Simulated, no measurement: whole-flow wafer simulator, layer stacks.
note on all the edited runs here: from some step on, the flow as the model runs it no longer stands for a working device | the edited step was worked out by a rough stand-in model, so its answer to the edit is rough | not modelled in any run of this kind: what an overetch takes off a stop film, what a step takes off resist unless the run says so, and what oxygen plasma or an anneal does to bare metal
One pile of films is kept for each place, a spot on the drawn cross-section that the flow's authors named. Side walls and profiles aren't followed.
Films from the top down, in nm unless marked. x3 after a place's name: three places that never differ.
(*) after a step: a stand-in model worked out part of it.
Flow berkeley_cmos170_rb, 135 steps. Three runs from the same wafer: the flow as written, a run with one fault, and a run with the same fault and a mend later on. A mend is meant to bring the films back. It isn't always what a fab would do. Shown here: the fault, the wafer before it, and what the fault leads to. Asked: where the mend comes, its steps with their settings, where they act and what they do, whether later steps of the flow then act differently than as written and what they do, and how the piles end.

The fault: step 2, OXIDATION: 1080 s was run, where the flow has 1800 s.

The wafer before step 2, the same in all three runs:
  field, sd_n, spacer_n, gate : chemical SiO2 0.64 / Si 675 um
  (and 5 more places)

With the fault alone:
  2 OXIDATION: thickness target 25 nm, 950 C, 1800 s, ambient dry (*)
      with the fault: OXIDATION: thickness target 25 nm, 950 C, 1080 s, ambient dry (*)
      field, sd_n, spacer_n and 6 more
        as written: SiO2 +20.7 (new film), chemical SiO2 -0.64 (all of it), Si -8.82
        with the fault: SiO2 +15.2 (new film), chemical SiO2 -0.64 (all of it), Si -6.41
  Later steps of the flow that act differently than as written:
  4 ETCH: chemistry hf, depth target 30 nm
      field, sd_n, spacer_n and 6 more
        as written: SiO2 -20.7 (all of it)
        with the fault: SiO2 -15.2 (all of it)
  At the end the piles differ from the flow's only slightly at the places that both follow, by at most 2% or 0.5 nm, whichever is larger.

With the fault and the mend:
  The mend comes after step 2.
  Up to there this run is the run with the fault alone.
  2a OXIDATION: thickness target 25 nm, 950 C, 720 s, ambient dry (*) (the flow's step 2 once more, with other settings)
      field, sd_n, spacer_n and 6 more
        SiO2 +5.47, Si -2.41
  No later step of the flow acts differently than as written at any place that is followed.
  At the end the piles are the same as the flow's at every place that both follow.
